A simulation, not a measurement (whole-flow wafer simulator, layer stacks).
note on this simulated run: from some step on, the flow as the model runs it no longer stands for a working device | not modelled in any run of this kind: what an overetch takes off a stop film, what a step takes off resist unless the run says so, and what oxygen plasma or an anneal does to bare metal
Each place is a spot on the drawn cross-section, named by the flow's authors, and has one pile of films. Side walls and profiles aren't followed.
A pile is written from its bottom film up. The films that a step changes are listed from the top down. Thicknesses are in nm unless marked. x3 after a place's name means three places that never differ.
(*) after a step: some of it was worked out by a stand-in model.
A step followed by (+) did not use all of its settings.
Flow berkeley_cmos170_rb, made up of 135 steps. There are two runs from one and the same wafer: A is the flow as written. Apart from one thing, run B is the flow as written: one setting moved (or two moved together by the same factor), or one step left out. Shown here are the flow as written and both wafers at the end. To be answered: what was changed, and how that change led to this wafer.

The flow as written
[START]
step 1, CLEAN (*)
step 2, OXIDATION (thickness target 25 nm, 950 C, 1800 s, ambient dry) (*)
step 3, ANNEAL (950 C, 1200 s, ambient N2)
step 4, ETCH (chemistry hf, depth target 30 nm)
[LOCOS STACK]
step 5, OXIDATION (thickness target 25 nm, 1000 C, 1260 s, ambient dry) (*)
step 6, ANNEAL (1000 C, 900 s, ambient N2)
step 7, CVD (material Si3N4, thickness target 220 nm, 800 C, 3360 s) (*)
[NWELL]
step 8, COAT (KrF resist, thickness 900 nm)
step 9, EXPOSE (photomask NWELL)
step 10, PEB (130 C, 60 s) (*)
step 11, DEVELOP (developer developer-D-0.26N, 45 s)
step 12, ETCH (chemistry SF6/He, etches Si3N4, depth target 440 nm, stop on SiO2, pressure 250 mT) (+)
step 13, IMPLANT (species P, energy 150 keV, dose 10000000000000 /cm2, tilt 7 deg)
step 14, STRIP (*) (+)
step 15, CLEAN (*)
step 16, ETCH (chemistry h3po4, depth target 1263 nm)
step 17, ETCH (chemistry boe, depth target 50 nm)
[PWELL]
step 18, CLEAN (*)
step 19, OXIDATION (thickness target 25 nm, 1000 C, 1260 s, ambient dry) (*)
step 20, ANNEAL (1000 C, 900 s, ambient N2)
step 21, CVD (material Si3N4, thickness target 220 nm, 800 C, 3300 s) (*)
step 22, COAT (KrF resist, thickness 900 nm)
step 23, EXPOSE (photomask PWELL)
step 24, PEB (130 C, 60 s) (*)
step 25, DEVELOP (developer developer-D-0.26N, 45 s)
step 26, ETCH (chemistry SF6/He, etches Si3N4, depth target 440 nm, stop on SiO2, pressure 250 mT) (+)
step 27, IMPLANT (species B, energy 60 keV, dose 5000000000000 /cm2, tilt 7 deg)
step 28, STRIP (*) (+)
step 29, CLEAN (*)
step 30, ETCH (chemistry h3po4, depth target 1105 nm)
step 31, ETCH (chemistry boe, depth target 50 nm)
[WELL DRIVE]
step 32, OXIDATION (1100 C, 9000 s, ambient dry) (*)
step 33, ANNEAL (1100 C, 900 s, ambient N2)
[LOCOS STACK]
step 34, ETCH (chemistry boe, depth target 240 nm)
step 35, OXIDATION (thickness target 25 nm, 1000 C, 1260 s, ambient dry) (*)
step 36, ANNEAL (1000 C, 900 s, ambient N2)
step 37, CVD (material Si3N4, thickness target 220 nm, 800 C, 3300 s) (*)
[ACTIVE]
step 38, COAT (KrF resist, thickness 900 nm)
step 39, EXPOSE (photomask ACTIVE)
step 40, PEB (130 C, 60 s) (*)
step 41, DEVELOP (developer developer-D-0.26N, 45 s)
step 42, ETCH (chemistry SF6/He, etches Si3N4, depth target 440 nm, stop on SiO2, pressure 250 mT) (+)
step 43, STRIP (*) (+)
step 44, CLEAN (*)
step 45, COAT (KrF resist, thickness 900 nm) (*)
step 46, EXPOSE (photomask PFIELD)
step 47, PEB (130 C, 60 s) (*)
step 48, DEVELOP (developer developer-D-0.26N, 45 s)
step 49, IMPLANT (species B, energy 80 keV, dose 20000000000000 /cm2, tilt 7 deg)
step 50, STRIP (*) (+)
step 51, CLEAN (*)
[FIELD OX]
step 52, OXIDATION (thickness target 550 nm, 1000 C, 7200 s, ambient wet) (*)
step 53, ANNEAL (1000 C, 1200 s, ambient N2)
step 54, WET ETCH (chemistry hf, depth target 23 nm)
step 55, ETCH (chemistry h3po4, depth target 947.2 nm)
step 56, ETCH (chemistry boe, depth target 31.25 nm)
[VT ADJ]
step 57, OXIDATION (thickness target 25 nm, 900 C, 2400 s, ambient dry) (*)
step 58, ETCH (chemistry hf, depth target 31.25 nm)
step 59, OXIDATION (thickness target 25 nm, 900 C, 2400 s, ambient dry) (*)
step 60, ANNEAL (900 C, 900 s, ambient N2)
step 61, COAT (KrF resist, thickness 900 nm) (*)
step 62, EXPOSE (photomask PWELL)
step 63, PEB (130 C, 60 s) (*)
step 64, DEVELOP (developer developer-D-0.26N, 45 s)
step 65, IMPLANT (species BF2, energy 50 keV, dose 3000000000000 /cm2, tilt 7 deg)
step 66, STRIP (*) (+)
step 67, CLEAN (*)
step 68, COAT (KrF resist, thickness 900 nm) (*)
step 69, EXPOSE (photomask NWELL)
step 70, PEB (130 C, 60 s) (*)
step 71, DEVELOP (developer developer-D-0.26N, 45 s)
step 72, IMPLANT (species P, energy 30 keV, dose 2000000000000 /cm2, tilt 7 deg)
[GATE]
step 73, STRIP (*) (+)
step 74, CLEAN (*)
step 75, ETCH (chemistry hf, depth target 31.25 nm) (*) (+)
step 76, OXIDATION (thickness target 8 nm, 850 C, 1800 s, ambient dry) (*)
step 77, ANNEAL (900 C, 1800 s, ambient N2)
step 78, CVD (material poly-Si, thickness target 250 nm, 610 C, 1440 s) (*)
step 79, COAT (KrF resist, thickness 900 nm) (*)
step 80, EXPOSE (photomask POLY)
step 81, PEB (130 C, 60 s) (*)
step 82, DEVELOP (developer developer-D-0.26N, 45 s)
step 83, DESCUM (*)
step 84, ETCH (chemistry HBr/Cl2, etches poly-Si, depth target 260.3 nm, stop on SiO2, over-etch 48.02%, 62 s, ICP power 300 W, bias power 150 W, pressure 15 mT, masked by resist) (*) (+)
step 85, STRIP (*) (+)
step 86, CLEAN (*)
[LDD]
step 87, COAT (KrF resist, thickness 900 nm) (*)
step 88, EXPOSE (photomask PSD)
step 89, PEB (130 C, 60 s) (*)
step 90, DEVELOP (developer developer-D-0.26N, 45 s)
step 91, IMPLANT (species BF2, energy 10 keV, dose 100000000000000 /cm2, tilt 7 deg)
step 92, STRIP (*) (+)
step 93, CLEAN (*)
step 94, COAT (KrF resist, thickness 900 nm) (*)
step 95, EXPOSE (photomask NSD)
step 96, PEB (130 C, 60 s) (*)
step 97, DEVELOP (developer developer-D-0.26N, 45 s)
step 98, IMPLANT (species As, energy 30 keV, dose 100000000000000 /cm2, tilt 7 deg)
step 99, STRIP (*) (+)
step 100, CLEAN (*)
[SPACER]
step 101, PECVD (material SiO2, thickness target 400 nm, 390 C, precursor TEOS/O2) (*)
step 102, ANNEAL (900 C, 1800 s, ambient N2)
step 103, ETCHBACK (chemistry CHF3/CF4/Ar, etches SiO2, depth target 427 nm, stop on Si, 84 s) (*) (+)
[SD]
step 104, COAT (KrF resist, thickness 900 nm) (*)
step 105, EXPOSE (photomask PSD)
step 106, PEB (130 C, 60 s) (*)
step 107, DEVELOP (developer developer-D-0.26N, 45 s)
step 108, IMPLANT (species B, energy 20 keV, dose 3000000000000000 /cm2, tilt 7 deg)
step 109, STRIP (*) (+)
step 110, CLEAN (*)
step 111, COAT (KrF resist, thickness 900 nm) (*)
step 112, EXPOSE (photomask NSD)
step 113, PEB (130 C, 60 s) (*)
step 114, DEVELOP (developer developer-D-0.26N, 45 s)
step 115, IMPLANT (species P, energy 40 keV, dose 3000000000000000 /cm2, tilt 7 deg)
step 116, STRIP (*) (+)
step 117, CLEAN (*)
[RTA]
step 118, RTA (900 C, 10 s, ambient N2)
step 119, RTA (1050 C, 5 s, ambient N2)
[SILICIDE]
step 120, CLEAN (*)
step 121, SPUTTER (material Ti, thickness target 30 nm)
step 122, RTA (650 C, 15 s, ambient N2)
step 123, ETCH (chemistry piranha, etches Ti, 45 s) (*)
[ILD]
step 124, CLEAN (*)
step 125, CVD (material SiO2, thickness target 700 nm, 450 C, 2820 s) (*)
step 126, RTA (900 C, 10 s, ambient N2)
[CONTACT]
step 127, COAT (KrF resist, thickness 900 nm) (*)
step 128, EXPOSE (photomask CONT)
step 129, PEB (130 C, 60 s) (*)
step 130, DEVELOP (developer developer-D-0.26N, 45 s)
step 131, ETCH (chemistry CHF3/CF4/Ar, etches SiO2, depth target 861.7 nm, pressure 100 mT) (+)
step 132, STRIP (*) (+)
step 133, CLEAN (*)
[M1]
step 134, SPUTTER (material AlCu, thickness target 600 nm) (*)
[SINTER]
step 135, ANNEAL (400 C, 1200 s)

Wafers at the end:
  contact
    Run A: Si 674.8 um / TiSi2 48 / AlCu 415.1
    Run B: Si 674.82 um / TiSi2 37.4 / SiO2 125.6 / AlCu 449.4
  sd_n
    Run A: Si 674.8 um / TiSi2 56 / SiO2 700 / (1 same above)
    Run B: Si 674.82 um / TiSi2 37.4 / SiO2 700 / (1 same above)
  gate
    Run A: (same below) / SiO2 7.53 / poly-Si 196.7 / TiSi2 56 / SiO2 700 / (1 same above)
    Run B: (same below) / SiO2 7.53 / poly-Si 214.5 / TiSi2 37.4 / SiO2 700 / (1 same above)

Cause: step 121, SPUTTER: thickness target 20 nm was run, whereas the flow has thickness target 30 nm; step 131, ETCH: depth target 574.4 nm was run, where the flow has depth target 861.7 nm.

Step by step, how the change led to this:
  step 121, SPUTTER (material Ti, thickness target 30 nm)
      field, sd_n, spacer_n, gate, spacer_p, gate_p, contact, m1: A +30 Ti (new film) | B +20 Ti (new film)
      sd_p: A +27.1 Ti (new film) | B +18.1 Ti (new film)
  step 122, RTA (650 C, 15 s, ambient N2)
      sd_n, contact, m1: A -23.4 Ti, +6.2 TiSi first (new film), +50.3 TiSi2 C49 (new film), -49 Si | B -15.6 Ti, +39.7 TiSi2 C49 (new film), -35.4 Si
      gate, gate_p: A -23.4 Ti, +6.2 TiSi first (new film), +50.3 TiSi2 C49 (new film), -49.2 poly-Si | B -15.6 Ti, +39.7 TiSi2 C49 (new film), -35.5 poly-Si
      (as well as at 1 more place)
  step 123, ETCH (chemistry piranha, etches Ti, 45 s) (*)
      sd_n, gate, gate_p, contact, m1: A -6.6 Ti (all of it) | B -4.4 Ti (all of it)
      field, spacer_n, spacer_p: A -30 Ti (all of it) | B -20 Ti (all of it)
      (as well as at 1 more place)
  step 126, RTA (900 C, 10 s, ambient N2)
      sd_n, contact, m1: A under 1 film: +56 TiSi2 (new film), -6.2 TiSi first (all of it), -50.3 TiSi2 C49 (all of it), -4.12 Si | B under 1 film: +37.4 TiSi2 (new film), -39.7 TiSi2 C49 (all of it)
      gate, gate_p: A under 1 film: +56 TiSi2 (new film), -6.2 TiSi first (all of it), -50.3 TiSi2 C49 (all of it), -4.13 poly-Si | B under 1 film: +37.4 TiSi2 (new film), -39.7 TiSi2 C49 (all of it)
      (as well as at 1 more place)
  step 131, ETCH (chemistry CHF3/CF4/Ar, etches SiO2, depth target 861.7 nm, pressure 100 mT) (+)
      contact: A -700 SiO2 (all of it), -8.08 TiSi2 | B -574.4 SiO2
      field, sd_n, spacer_n, gate, sd_p, spacer_p, gate_p, m1: A -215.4 KrF resist | B -143.6 KrF resist
  step 132, STRIP (*) (+)
      field: A -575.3 KrF resist (all of it) | B -647.5 KrF resist (all of it)
      sd_n: A -780.4 KrF resist (all of it) | B -853.2 KrF resist (all of it)
      (as well as at 6 more places)
  step 134, SPUTTER (material AlCu, thickness target 600 nm) (*)
      contact: A +415.1 AlCu (new film) | B +449.4 AlCu (new film)
